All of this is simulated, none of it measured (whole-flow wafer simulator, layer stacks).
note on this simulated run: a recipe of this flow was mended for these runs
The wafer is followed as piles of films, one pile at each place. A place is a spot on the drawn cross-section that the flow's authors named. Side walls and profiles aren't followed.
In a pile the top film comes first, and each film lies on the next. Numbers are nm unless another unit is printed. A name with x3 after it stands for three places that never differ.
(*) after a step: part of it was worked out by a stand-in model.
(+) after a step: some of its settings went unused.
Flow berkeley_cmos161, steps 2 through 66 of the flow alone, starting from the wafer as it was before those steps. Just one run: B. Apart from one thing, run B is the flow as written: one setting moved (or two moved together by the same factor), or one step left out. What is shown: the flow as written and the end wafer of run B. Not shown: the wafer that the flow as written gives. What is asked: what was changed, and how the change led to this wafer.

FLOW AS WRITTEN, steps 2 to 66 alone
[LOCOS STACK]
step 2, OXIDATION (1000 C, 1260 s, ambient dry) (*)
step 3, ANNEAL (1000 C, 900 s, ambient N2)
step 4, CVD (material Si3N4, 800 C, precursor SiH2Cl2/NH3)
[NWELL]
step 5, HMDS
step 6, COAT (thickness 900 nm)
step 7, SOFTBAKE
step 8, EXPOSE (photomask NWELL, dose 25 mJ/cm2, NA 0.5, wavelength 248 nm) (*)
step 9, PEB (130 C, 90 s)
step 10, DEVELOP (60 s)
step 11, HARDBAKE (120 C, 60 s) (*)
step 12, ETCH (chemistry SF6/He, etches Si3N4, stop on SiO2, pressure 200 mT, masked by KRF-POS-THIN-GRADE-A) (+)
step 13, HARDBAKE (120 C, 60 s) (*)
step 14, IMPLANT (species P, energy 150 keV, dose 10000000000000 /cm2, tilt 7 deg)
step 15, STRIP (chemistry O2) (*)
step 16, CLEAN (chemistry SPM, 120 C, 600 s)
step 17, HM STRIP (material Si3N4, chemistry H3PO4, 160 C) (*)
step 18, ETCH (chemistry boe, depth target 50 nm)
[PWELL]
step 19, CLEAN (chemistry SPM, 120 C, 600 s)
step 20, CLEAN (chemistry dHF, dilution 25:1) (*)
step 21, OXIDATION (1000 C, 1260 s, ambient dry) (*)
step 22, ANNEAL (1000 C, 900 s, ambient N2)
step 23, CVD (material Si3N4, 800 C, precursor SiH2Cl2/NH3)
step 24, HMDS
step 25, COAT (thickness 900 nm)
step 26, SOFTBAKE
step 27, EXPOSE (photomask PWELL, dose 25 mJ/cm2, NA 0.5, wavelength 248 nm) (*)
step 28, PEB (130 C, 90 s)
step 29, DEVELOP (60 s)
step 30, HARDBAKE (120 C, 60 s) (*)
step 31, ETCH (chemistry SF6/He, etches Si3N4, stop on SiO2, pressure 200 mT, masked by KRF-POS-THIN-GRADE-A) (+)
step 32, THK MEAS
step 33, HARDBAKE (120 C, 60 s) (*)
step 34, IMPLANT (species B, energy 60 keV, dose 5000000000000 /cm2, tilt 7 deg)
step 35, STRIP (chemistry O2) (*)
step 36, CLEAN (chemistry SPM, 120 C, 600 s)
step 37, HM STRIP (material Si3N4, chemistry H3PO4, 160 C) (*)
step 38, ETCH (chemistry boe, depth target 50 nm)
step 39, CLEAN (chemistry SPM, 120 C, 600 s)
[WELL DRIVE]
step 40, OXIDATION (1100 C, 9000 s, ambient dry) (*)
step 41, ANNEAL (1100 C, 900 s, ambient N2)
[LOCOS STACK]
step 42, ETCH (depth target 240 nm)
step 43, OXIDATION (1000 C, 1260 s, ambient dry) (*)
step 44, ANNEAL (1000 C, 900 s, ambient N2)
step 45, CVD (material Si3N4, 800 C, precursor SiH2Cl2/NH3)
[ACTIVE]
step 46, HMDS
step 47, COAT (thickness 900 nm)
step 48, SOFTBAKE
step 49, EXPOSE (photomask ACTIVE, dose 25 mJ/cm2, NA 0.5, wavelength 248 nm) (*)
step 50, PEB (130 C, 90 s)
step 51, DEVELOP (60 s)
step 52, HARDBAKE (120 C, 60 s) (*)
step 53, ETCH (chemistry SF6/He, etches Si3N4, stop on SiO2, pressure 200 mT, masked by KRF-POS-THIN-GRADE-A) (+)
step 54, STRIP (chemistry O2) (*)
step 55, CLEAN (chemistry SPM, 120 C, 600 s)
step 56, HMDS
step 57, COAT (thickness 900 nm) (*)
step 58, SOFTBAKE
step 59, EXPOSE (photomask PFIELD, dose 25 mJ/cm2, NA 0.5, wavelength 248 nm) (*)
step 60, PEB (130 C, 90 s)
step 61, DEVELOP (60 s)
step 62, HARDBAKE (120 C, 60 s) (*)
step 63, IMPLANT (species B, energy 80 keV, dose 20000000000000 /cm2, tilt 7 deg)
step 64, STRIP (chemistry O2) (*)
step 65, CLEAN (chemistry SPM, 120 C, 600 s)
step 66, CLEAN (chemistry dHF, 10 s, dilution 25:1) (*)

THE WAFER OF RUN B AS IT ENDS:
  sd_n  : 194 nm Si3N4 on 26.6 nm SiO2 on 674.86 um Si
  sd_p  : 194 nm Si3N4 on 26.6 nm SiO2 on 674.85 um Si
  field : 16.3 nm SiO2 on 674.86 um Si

What caused this: step 2, OXIDATION: 1150 C was run, whereas the flow has 1000 C.

How this came from the change, step by step:
  step 2, OXIDATION (1000 C, 1260 s, ambient dry) (*)
      field, sd_n, spacer_n and 6 more: +80 SiO2 (new film), -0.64 chemical SiO2 (all of it), -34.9 Si (as written it would have been: +26.6 SiO2 (new film), -0.64 chemical SiO2 (all of it), -11.4 Si)
  step 18, ETCH (chemistry boe, depth target 50 nm)
      field, sd_n, spacer_n, gate_n, contact, m1: -50 SiO2 (as written it would have been: -22.3 SiO2 (all of it))
      sd_p, spacer_p, gate_p: -50 SiO2 (as written it would have been: -9.27 SiO2 (all of it))
  step 19, CLEAN (chemistry SPM, 120 C, 600 s)
      field, sd_n, spacer_n and 6 more: nothing (as written it would have been: +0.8 chemical SiO2 (new film), -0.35 Si)
  step 20, CLEAN (chemistry dHF, dilution 25:1) (*)
      field, sd_n, spacer_n, gate_n, contact, m1: -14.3 SiO2 (as written it would have been: -0.8 chemical SiO2 (all of it))
      sd_p, spacer_p, gate_p: -12.6 SiO2 (all of it) (as written it would have been: -0.8 chemical SiO2 (all of it))
  step 21, OXIDATION (1000 C, 1260 s, ambient dry) (*)
      field, sd_n, spacer_n, gate_n, contact, m1: +18 SiO2, -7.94 Si (as written it would have been: +26.6 SiO2 (new film), -11.7 Si)
  step 38, ETCH (chemistry boe, depth target 50 nm)
      field, sd_n, spacer_n, gate_n, contact, m1: -13 SiO2 (all of it) (as written it would have been: -10.2 SiO2 (all of it))
